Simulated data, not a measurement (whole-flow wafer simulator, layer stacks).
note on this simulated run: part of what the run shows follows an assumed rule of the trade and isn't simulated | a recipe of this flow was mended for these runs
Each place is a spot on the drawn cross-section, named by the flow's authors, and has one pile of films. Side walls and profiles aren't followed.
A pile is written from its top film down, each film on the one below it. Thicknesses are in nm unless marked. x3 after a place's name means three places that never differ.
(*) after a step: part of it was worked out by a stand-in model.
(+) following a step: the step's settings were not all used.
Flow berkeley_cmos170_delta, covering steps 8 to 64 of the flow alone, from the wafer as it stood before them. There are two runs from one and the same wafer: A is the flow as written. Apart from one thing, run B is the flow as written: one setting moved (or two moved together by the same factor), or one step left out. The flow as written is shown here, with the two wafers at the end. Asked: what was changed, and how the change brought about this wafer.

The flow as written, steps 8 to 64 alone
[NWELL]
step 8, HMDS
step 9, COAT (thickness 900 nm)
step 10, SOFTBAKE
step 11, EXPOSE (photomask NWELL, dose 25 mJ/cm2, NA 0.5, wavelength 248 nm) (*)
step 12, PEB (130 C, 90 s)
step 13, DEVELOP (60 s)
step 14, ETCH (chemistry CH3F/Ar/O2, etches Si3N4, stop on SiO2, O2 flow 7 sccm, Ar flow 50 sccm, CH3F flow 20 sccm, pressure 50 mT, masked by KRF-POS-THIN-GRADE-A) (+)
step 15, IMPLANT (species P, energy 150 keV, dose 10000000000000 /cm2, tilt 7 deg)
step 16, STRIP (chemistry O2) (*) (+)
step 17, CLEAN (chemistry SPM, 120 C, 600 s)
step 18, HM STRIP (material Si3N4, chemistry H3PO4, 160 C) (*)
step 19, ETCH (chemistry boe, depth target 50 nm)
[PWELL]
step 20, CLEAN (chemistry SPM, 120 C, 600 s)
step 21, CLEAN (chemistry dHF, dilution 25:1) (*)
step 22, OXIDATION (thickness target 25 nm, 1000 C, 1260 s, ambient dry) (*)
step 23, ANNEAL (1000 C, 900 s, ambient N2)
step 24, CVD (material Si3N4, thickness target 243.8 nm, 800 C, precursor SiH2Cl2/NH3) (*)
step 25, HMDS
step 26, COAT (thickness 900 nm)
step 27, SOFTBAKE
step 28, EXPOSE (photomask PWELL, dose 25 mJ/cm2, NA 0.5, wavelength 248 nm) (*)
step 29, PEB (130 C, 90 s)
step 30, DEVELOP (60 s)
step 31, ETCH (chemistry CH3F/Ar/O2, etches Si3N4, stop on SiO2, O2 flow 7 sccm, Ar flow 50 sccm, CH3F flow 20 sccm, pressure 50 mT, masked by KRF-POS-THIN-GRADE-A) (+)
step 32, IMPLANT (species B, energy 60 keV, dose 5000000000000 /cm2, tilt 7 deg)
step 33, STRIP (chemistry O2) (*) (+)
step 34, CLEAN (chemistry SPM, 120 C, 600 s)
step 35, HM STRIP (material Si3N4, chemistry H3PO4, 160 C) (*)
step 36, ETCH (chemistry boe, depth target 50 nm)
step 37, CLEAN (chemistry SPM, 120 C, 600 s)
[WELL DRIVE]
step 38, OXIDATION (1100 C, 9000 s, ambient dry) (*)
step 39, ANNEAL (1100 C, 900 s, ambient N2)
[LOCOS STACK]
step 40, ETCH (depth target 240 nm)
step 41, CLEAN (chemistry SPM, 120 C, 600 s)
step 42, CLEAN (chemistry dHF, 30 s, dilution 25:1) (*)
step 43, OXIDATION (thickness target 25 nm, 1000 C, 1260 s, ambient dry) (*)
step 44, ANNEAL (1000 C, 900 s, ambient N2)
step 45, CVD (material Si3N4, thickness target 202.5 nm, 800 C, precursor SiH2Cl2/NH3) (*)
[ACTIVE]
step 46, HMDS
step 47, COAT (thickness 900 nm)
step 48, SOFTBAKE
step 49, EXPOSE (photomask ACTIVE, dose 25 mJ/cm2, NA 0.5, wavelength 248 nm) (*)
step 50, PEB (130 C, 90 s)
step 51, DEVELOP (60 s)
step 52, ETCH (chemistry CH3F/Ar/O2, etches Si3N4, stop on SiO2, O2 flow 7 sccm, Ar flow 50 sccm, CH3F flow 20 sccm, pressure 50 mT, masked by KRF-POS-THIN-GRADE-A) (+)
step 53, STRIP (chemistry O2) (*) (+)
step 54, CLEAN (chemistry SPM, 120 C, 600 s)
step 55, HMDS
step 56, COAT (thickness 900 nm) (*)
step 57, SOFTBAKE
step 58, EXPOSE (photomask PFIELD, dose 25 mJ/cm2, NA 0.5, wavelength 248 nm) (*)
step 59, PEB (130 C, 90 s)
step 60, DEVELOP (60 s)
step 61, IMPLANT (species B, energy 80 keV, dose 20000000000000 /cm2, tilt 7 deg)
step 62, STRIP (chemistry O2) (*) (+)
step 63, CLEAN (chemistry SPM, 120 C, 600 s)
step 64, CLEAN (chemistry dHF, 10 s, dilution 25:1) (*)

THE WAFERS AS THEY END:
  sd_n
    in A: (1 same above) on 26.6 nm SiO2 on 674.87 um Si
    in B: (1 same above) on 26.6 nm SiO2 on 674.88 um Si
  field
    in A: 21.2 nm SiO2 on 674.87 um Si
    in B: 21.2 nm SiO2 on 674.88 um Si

Cause: step 18, HM STRIP: material Si3N4, chemistry H3PO4, 160 C (*), was omitted.

Step by step, how the change led to this:
  step 19, ETCH (chemistry boe, depth target 50 nm)
      field, sd_n, spacer_n, gate, contact, m1: A SiO2 loses 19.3 (all of it) | B Si3N4 loses 0.5
      sd_p, spacer_p, gate_p: A SiO2 loses 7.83 (all of it) | B SiO2 loses 22.7 (all of it)
  step 20, CLEAN (chemistry SPM, 120 C, 600 s)
      field, sd_n, spacer_n, gate, contact, m1: A chemical SiO2 gains 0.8 (new film), Si loses 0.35 | B nothing
  step 21, CLEAN (chemistry dHF, dilution 25:1) (*)
      field, sd_n, spacer_n, gate, contact, m1: A chemical SiO2 loses 0.8 (all of it) | B Si3N4 loses 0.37
  step 22, OXIDATION (thickness target 25 nm, 1000 C, 1260 s, ambient dry) (*)
      field, sd_n, spacer_n, gate, contact, m1: A SiO2 gains 26.6 (new film), Si loses 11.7 | B nothing
  step 24, CVD (material Si3N4, thickness target 243.8 nm, 800 C, precursor SiH2Cl2/NH3) (*)
      field, sd_n, spacer_n, gate, contact, m1: A Si3N4 gains 243.8 (new film) | B Si3N4 gains 243.8
  step 26, COAT (thickness 900 nm)
      sd_p: A KrF-resist gains 900 (new film) | B KrF-resist gains 1023.5 (new film)
      spacer_p: A KrF-resist gains 900 (new film) | B KrF-resist gains 999.3 (new film)
      (and at 1 other place as well)
  step 31, ETCH (chemistry CH3F/Ar/O2, etches Si3N4, stop on SiO2, O2 flow 7 sccm, Ar flow 50 sccm, CH3F flow 20 sccm, pressure 50 mT, masked by KRF-POS-THIN-GRADE-A) (+)
      field, sd_n, spacer_n, gate, contact, m1: A Si3N4 loses 243.8 (all of it), SiO2 loses 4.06 | B Si3N4 loses 476.3 (all of it), SiO2 loses 4.06
      sd_p, spacer_p, gate_p: A KrF-resist loses 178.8 | B KrF-resist loses 333.8
  step 33, STRIP (chemistry O2) (*) (+)
      sd_p: A KrF-resist loses 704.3 (all of it) | B KrF-resist loses 672.4 (all of it)
      spacer_p: A KrF-resist loses 704.3 (all of it) | B KrF-resist loses 648.3 (all of it)
      (and at 1 other place as well)
